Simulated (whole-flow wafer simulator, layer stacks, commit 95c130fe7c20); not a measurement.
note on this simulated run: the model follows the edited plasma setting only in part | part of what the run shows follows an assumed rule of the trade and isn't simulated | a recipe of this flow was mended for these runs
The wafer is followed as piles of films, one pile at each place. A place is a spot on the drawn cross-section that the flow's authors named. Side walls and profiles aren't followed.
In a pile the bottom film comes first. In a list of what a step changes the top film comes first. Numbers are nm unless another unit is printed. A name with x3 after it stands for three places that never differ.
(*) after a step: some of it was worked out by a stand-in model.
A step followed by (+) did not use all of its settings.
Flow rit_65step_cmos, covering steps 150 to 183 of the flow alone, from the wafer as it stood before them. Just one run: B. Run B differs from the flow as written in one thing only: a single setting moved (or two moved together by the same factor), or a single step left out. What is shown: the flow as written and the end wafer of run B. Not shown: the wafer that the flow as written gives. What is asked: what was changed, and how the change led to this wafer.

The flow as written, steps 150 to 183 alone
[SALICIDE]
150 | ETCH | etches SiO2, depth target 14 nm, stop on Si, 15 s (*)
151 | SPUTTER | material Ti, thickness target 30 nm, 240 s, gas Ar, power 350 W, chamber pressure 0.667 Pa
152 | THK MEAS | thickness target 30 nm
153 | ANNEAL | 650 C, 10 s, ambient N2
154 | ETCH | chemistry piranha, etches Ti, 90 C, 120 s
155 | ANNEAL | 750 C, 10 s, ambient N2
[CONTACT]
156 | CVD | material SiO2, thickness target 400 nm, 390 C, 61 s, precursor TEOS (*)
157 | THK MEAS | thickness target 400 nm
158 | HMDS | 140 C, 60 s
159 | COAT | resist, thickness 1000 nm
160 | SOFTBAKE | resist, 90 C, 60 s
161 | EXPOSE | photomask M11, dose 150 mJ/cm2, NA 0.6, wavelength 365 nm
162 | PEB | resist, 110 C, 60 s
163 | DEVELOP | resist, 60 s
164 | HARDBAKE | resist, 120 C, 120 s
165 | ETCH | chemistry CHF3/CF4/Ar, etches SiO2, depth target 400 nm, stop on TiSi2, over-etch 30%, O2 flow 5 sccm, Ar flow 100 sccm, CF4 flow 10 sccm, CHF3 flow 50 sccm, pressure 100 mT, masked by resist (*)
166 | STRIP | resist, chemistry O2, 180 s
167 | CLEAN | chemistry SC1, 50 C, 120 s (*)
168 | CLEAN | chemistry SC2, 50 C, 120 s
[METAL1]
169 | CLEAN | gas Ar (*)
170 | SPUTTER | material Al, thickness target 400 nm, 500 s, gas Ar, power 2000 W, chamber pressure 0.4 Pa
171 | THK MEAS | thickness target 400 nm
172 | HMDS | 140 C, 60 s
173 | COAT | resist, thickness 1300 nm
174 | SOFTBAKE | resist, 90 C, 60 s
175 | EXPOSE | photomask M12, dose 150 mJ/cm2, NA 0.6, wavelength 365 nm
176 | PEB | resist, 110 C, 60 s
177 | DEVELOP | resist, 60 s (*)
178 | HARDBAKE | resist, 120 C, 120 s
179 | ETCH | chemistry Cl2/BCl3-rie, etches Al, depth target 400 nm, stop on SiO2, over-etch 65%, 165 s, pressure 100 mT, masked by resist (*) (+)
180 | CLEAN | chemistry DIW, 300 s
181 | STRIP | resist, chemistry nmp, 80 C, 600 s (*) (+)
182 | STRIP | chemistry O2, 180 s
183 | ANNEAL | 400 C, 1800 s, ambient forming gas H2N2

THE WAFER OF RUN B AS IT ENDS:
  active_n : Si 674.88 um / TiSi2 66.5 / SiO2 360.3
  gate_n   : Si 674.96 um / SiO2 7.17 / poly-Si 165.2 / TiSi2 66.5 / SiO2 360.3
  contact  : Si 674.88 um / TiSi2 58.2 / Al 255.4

What caused this: step 151, SPUTTER: power 560 W was run, while the flow as written has power 350 W.

Step by step, how the change led to this:
  151 | SPUTTER | material Ti, thickness target 30 nm, 240 s, gas Ar, power 350 W, chamber pressure 0.667 Pa
      field, field_pw, field_nw and 11 more: +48 Ti (new film) (as written it would have been: +30 Ti (new film))
  153 | ANNEAL | 650 C, 10 s, ambient N2
      active_n, active_p, sd_n, sd_p, contact, m1: -27.8 Ti, +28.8 TiSi first (new film), +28 TiSi2 C49 (new film), -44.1 Si (as written it would have been: -23.4 Ti, +15 TiSi first (new film), +37.2 TiSi2 C49 (new film), -43.1 Si)
      gate_n, gate_p: -27.8 Ti, +28.8 TiSi first (new film), +28 TiSi2 C49 (new film), -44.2 poly-Si (as written it would have been: -23.4 Ti, +15 TiSi first (new film), +37.2 TiSi2 C49 (new film), -43.3 poly-Si)
  154 | ETCH | chemistry piranha, etches Ti, 90 C, 120 s
      active_n, active_p, gate_n, gate_p, sd_n, sd_p, contact, m1: -20.2 Ti (all of it), -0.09 TiSi first (as written it would have been: -6.6 Ti (all of it), -0.1 TiSi first)
      field, field_pw, field_nw, field_p, spacer, spacer_p: -48 Ti (all of it) (as written it would have been: -30 Ti (all of it))
  155 | ANNEAL | 750 C, 10 s, ambient N2
      active_n, active_p, sd_n, sd_p, contact, m1: +66.5 TiSi2 (new film), -28.7 TiSi first (all of it), -28 TiSi2 C49 (all of it), -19 Si (as written it would have been: +55.9 TiSi2 (new film), -14.9 TiSi first (all of it), -37.2 TiSi2 C49 (all of it), -9.91 Si)
      gate_n, gate_p: +66.5 TiSi2 (new film), -28.7 TiSi first (all of it), -28 TiSi2 C49 (all of it), -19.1 poly-Si (as written it would have been: +55.9 TiSi2 (new film), -14.9 TiSi first (all of it), -37.2 TiSi2 C49 (all of it), -9.95 poly-Si)
